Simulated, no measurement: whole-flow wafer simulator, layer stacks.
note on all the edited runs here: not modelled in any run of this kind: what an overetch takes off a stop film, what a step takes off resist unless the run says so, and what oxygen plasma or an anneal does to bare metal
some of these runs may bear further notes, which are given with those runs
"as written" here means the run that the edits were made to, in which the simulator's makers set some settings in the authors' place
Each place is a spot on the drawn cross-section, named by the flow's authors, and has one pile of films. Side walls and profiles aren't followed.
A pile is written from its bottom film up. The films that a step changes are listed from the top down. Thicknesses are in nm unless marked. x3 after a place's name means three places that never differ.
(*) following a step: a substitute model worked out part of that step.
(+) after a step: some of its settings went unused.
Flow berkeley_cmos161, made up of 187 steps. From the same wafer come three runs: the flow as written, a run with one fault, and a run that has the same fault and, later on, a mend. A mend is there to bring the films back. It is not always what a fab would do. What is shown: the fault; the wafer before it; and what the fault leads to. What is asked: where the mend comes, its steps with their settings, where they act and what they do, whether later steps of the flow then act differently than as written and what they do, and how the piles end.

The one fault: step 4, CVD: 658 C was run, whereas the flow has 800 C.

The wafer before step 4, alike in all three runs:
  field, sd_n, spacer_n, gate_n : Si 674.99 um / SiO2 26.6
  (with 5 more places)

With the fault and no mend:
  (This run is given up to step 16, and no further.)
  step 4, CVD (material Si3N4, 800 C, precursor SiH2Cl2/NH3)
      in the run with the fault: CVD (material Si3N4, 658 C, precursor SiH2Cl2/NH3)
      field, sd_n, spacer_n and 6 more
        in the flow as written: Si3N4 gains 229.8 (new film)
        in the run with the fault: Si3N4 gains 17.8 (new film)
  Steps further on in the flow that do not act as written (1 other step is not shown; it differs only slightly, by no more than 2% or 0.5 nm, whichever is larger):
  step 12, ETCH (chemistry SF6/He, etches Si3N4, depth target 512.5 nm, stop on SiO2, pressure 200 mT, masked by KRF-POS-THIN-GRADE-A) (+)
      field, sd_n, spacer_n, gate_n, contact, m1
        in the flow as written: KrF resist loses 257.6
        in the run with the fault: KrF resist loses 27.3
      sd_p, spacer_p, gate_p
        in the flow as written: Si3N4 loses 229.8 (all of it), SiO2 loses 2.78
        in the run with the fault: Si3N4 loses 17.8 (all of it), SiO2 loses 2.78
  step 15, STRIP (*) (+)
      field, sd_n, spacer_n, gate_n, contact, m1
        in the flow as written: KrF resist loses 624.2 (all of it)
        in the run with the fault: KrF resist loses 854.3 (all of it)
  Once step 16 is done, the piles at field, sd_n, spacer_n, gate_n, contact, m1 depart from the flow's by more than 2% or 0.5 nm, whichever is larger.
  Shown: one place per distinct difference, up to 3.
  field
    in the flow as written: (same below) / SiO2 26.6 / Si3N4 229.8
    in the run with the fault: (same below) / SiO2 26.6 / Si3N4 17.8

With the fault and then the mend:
  The mend follows step 4.
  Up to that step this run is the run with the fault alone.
  step 4a, CVD (material Si3N4, 800 C, precursor SiH2Cl2/NH3) (a further turn of the flow's step 4; the settings that differ are not printed)
      field, sd_n, spacer_n and 6 more
        Si3N4 gains 211.9
  None of the later steps of the flow differs from how it acts as written, at any place that is followed, by more than 2% or 0.5 nm, whichever is larger.
  At every place that both follow, the piles at the end match the flow's.
